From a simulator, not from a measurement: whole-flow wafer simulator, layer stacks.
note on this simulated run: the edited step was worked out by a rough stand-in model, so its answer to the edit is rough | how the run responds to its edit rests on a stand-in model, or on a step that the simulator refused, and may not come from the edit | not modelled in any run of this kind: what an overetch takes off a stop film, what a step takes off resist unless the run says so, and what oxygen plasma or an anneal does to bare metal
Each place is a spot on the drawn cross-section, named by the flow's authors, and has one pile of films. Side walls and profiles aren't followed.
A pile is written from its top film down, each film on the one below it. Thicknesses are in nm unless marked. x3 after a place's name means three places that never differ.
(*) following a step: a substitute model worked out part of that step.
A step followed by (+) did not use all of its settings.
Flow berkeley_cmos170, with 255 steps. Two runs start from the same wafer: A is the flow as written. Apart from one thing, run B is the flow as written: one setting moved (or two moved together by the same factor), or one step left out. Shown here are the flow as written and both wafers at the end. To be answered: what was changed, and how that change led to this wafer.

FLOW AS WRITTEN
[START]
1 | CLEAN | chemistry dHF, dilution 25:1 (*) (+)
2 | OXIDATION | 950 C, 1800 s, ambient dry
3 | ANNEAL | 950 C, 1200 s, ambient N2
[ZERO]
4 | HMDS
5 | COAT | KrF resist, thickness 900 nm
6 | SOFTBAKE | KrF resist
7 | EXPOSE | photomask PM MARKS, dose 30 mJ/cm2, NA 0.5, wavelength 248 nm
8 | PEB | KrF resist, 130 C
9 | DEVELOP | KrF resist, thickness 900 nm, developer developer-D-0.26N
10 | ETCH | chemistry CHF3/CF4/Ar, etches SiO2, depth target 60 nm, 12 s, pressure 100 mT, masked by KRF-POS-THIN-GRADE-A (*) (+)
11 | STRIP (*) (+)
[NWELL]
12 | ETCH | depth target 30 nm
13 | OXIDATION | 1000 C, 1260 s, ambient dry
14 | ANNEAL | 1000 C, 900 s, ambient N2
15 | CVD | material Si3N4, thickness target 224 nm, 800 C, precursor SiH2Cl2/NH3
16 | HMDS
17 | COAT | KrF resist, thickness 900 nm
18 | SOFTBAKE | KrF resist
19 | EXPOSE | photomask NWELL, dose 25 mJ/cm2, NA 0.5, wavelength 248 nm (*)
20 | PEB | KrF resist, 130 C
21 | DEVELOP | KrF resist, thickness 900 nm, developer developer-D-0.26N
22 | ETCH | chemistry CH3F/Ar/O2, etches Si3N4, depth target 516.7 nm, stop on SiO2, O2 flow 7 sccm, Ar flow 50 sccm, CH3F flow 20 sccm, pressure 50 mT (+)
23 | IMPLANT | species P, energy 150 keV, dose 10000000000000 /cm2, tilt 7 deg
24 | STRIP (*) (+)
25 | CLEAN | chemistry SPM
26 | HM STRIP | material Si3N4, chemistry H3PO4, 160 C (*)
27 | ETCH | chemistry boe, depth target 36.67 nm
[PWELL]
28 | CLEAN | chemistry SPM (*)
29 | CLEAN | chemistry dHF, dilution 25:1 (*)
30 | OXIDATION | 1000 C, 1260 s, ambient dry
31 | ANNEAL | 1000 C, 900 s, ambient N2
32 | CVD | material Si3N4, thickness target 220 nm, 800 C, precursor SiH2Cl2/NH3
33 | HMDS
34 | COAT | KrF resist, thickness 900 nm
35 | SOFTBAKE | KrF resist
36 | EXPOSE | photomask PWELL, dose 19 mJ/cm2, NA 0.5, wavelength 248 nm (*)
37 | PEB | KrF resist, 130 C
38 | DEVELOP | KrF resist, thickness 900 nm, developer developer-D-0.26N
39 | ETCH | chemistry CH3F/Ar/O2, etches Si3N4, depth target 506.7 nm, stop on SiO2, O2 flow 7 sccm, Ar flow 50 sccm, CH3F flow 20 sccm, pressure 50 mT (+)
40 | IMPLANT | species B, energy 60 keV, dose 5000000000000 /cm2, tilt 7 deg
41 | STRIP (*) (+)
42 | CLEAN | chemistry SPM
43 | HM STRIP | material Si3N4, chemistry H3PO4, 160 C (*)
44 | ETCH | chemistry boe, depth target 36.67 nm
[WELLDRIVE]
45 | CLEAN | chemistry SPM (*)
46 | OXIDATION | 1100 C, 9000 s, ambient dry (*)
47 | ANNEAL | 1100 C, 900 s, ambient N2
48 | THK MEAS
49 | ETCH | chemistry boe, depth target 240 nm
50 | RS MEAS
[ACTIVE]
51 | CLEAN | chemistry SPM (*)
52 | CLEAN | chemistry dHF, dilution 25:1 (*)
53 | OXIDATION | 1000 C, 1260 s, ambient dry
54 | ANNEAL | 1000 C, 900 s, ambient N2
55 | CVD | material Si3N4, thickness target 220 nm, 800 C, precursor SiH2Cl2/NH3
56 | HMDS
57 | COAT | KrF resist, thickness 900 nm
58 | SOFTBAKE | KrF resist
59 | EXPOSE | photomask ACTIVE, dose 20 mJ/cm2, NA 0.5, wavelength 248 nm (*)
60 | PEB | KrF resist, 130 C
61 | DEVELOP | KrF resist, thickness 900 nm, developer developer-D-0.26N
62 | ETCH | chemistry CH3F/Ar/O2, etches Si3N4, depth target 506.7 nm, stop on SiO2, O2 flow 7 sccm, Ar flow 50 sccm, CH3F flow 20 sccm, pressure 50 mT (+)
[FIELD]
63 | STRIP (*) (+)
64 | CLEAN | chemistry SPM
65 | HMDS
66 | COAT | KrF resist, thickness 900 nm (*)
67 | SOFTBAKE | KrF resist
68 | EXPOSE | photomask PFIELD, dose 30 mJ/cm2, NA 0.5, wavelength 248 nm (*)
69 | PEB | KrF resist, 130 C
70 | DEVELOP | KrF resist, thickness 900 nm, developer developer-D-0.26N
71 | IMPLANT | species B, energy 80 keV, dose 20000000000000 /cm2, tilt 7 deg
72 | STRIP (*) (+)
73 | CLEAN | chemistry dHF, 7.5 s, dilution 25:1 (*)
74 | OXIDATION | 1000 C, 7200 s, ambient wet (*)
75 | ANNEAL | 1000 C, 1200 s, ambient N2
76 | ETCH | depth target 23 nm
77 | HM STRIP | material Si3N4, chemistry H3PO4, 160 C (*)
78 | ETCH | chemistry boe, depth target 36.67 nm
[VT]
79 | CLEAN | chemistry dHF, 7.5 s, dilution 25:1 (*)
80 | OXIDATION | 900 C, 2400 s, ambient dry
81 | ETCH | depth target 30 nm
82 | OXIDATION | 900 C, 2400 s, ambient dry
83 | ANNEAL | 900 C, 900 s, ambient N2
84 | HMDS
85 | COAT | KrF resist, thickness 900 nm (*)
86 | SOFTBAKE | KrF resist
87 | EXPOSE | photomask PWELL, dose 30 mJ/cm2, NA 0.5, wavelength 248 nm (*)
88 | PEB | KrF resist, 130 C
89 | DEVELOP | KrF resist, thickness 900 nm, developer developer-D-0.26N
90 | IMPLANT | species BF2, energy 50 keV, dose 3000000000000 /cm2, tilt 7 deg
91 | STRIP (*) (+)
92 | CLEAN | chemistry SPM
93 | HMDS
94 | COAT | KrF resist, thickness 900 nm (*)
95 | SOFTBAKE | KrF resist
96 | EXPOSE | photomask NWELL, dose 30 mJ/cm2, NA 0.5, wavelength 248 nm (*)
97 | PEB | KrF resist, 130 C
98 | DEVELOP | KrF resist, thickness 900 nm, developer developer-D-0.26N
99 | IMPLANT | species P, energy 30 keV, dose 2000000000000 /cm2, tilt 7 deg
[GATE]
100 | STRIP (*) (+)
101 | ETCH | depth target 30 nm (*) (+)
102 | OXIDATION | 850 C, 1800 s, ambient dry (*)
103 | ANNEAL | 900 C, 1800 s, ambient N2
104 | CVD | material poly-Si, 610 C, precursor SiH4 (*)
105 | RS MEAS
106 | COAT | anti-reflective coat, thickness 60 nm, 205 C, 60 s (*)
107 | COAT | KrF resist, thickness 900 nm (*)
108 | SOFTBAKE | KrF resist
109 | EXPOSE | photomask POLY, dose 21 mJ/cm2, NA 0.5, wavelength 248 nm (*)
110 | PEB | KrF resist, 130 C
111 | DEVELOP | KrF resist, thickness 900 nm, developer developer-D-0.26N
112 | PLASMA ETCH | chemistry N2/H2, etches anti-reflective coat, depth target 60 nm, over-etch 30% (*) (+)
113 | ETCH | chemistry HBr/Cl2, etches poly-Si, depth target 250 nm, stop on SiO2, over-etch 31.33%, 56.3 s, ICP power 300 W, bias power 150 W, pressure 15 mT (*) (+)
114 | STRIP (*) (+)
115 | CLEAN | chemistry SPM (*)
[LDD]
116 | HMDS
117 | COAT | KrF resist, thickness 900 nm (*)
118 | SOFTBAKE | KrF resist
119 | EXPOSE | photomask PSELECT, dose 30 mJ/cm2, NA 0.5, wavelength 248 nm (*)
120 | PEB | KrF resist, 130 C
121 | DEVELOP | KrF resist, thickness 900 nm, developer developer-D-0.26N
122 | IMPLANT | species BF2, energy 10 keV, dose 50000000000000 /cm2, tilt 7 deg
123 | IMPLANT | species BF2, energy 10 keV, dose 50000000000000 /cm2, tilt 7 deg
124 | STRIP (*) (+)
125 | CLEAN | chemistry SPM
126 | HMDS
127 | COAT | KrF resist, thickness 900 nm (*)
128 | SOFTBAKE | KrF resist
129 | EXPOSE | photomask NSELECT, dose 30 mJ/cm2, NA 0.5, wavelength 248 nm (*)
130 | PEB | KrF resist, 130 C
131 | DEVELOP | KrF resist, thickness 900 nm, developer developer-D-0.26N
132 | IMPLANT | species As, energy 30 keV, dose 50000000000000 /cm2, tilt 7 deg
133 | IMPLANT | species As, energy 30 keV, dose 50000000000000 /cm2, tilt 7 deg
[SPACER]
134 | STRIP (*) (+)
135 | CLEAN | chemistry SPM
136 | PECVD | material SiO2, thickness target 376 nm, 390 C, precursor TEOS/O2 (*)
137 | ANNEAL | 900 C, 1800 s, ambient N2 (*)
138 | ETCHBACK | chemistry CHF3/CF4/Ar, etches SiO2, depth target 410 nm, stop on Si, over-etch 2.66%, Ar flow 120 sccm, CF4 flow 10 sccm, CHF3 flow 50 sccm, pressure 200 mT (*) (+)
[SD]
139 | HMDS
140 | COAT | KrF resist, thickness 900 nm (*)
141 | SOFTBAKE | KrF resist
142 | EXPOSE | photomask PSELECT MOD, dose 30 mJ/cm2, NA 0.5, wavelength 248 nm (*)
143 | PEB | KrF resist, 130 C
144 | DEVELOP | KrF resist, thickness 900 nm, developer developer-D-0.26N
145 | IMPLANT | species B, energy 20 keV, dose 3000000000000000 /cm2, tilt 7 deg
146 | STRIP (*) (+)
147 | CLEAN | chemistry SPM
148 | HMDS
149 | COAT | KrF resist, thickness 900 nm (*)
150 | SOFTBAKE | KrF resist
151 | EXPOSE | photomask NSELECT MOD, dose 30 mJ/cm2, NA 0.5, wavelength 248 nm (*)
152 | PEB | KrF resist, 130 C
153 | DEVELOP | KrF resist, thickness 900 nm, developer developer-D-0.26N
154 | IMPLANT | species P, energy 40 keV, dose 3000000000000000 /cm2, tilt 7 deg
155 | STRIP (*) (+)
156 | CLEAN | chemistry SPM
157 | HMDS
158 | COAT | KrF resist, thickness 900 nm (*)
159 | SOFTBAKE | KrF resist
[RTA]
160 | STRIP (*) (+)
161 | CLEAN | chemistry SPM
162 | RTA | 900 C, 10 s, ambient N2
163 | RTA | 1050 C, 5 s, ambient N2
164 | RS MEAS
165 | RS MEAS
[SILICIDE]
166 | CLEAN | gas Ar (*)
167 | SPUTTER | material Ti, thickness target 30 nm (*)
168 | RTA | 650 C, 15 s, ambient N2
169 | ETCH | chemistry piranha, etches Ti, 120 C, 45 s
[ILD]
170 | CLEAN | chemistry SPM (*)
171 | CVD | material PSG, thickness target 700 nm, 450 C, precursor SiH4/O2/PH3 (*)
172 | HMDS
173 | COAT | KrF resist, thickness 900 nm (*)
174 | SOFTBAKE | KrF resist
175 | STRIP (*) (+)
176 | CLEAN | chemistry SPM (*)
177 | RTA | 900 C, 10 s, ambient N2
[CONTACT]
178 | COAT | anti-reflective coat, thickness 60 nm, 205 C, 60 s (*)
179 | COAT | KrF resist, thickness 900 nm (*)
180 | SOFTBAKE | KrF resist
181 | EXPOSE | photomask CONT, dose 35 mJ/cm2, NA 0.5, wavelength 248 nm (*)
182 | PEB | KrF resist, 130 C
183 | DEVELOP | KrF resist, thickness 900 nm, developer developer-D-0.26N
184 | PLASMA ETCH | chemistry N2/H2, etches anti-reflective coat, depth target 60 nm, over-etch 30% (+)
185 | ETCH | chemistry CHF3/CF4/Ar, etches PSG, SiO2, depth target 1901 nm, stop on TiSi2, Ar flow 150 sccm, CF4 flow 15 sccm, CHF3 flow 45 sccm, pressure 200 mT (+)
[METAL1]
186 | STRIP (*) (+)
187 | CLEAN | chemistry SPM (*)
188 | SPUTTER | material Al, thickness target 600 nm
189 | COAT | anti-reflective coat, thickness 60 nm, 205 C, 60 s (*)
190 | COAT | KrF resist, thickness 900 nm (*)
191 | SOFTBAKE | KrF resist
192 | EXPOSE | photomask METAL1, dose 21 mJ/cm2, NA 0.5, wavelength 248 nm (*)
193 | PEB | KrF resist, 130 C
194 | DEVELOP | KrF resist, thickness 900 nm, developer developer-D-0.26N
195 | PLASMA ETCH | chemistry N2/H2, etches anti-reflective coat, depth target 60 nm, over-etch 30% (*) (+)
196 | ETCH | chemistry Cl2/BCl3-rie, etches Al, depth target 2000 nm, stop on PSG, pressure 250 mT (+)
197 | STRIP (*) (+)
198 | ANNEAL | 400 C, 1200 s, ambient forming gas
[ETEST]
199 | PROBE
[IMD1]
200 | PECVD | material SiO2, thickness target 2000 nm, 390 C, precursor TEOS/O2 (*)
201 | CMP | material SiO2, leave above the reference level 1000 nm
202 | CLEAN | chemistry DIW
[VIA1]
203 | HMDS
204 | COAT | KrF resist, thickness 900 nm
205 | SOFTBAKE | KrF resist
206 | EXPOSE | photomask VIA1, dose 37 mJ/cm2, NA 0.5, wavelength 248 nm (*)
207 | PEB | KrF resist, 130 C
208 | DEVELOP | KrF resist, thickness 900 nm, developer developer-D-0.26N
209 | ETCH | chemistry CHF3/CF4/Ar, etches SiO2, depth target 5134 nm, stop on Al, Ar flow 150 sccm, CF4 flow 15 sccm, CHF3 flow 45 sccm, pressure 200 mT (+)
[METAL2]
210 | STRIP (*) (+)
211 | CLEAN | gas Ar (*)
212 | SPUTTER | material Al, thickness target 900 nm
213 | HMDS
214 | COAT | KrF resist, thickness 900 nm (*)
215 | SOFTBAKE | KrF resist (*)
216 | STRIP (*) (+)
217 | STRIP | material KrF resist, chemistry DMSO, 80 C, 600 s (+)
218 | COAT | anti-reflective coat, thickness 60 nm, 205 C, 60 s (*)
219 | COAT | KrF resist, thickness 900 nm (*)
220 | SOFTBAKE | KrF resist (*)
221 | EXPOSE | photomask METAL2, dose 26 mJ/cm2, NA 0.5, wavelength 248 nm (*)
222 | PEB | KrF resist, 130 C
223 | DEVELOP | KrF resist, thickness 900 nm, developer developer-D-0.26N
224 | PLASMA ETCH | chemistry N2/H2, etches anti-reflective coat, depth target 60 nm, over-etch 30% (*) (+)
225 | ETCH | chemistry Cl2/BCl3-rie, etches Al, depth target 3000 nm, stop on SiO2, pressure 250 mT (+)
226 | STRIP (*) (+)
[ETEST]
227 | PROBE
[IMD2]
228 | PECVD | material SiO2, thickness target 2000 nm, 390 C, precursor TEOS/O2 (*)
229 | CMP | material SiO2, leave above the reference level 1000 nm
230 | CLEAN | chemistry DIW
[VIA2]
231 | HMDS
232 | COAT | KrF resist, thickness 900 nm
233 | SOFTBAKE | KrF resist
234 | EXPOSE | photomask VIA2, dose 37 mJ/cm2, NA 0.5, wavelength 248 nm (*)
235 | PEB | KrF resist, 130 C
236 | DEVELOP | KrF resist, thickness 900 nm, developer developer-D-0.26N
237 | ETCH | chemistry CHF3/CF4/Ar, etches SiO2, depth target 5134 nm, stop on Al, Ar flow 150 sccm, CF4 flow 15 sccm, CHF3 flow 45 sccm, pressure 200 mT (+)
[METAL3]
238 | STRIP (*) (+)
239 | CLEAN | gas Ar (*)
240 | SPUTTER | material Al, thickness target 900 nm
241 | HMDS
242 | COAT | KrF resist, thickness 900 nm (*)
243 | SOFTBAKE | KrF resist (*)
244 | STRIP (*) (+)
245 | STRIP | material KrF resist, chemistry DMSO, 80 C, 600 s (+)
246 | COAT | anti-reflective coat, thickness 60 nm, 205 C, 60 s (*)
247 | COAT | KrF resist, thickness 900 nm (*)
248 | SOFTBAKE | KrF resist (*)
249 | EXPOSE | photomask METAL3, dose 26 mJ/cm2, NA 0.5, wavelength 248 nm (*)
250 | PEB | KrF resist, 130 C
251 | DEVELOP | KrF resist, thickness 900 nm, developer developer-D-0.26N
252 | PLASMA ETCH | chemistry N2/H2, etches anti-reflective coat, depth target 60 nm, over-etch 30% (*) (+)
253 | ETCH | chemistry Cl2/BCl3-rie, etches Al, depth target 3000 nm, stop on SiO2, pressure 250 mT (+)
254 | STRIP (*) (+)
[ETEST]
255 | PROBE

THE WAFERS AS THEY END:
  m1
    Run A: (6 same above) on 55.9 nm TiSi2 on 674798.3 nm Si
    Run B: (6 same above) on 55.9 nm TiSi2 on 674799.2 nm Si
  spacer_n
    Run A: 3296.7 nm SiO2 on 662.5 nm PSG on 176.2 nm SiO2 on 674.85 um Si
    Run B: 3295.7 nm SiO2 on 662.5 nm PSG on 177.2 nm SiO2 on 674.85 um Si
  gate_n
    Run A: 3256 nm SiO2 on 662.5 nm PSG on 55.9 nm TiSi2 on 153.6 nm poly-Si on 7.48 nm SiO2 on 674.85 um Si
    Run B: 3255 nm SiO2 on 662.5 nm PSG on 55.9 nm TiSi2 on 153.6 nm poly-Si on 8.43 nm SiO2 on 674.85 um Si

Cause: step 101, ETCH: depth target 12 nm was run, whereas the flow has depth target 30 nm.

How this came from the change, step by step:
  101 | ETCH | depth target 30 nm (*) (+)
      sd_n, spacer_n, gate_n and 8 more: A -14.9 SiO2 (all of it) | B -12 SiO2
      field: A -30 SiO2 | B -12 SiO2
  102 | OXIDATION | 850 C, 1800 s, ambient dry (*)
      sd_n, spacer_n, gate_n and 8 more: A +7.48 SiO2 (new film), -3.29 Si | B +5.48 SiO2, -2.41 Si
  106 | COAT | anti-reflective coat, thickness 60 nm, 205 C, 60 s (*)
      field: A +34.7 anti-reflective coat (new film) | B +35.6 anti-reflective coat (new film)
      sd_n: A +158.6 anti-reflective coat (new film) | B +174.8 anti-reflective coat (new film)
      (also at 7 further places)
  112 | PLASMA ETCH | chemistry N2/H2, etches anti-reflective coat, depth target 60 nm, over-etch 30% (*) (+)
      field: A -34.7 anti-reflective coat (all of it), -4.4 poly-Si | B -35.6 anti-reflective coat (all of it), -4.91 poly-Si
      sd_n: A -158.6 anti-reflective coat (all of it), -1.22 poly-Si | B -174.8 anti-reflective coat (all of it), -1.34 poly-Si
      (also at 8 further places)
  114 | STRIP (*) (+)
      gate_n: A +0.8 chemical SiO2 (new film), -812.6 KrF resist (all of it), -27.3 anti-reflective coat (all of it), -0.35 poly-Si | B +0.8 chemical SiO2 (new film), -827.8 KrF resist (all of it), -23.4 anti-reflective coat (all of it), -0.35 poly-Si
      gate_p: A +0.8 chemical SiO2 (new film), -782.1 KrF resist (all of it), -29.6 anti-reflective coat (all of it), -0.35 poly-Si | B +0.8 chemical SiO2 (new film), -790.4 KrF resist (all of it), -27.6 anti-reflective coat (all of it), -0.35 poly-Si
  178 | COAT | anti-reflective coat, thickness 60 nm, 205 C, 60 s (*)
      sd_n: A +135.1 anti-reflective coat (new film) | B +146 anti-reflective coat (new film)
      gate_n: A +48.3 anti-reflective coat (new film) | B +49.3 anti-reflective coat (new film)
      (also at 1 further place)
  186 | STRIP (*) (+)
      sd_n: A -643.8 KrF resist (all of it), -135.1 anti-reflective coat (all of it) | B -642.1 KrF resist (all of it), -146 anti-reflective coat (all of it)
      gate_n: A -553.1 KrF resist (all of it), -48.3 anti-reflective coat (all of it) | B -560.6 KrF resist (all of it), -49.3 anti-reflective coat (all of it)
      (also at 1 further place)
  189 | COAT | anti-reflective coat, thickness 60 nm, 205 C, 60 s (*)
      sd_p: A +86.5 anti-reflective coat (new film) | B +89.1 anti-reflective coat (new film)
      m1: A +63 anti-reflective coat (new film) | B +61.7 anti-reflective coat (new film)
      (also at 1 further place)
  195 | PLASMA ETCH | chemistry N2/H2, etches anti-reflective coat, depth target 60 nm, over-etch 30% (*) (+)
      contact, m1, via1, m2, via2: A -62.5 KrF resist | B -64.4 KrF resist
      sd_p: A -86.5 anti-reflective coat (all of it) | B -89.1 anti-reflective coat (all of it)
  197 | STRIP (*) (+)
      m1: A -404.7 KrF resist (all of it), -63 anti-reflective coat (all of it) | B -408.5 KrF resist (all of it), -61.7 anti-reflective coat (all of it)
      m2: A -412.9 KrF resist (all of it), -61.1 anti-reflective coat (all of it) | B -418.1 KrF resist (all of it), -58.8 anti-reflective coat (all of it)
  201 | CMP | material SiO2, leave above the reference level 1000 nm
      field: A -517 SiO2 | B -534.1 SiO2
